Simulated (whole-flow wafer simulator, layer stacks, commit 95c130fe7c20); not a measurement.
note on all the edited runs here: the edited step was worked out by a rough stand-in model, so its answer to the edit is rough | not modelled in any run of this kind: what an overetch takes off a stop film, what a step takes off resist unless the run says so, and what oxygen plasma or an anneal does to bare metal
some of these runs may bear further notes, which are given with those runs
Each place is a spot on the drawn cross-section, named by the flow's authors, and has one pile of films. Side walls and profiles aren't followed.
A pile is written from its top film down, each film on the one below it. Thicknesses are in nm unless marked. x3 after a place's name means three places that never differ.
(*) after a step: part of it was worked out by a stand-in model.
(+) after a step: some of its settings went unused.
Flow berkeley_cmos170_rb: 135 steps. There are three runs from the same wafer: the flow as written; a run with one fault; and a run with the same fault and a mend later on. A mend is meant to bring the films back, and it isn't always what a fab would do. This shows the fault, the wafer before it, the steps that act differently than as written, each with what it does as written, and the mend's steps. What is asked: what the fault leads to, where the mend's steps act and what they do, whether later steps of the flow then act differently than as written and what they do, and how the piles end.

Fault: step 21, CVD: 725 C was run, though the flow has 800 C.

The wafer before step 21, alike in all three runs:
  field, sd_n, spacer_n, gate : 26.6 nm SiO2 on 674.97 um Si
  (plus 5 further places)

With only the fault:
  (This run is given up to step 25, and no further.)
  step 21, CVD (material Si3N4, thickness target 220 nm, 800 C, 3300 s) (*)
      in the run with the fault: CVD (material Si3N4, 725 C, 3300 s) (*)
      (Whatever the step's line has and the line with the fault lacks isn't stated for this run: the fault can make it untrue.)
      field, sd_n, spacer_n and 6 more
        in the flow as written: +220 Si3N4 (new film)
        in the run with the fault: +61.2 Si3N4 (new film)
  None of the later steps of the flow up to step 25 acts differently than as written at any place that is followed.
  Once step 25 is done, the piles at field, sd_n, spacer_n and 6 more depart from the flow's by more than 2% or 0.5 nm, whichever is larger.
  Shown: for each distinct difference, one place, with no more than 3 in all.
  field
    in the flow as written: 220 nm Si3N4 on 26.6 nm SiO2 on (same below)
    in the run with the fault: 61.2 nm Si3N4 on 26.6 nm SiO2 on (same below)
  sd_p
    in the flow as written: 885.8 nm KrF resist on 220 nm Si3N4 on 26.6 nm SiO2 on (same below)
    in the run with the fault: 885.8 nm KrF resist on 61.2 nm Si3N4 on 26.6 nm SiO2 on (same below)

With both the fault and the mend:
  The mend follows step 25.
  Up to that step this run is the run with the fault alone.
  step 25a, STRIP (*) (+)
      sd_p, spacer_p, gate_p, m1
        -885.8 KrF resist (all of it)
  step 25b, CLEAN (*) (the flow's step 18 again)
      leaves every film unchanged at each place that is followed
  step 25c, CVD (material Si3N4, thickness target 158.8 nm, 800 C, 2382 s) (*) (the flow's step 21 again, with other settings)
      field, sd_n, spacer_n and 6 more
        +158.8 Si3N4
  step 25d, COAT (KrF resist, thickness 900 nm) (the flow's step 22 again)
      field, sd_n, spacer_n and 6 more
        +900 KrF resist (new film)
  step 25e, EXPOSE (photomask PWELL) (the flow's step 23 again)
      leaves every film unchanged at each place that is followed
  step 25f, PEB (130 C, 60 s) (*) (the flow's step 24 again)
      leaves every film unchanged at each place that is followed
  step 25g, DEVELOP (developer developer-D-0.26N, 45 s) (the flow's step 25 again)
      field, sd_n, spacer_n, gate, contact
        -900 KrF resist (all of it)
      sd_p, spacer_p, gate_p, m1
        -14.2 KrF resist
  None of the later steps of the flow differs from how it acts as written, at any place that is followed, by more than 2% or 0.5 nm, whichever is larger.
  At every place that both follow, the piles at the end match the flow's.
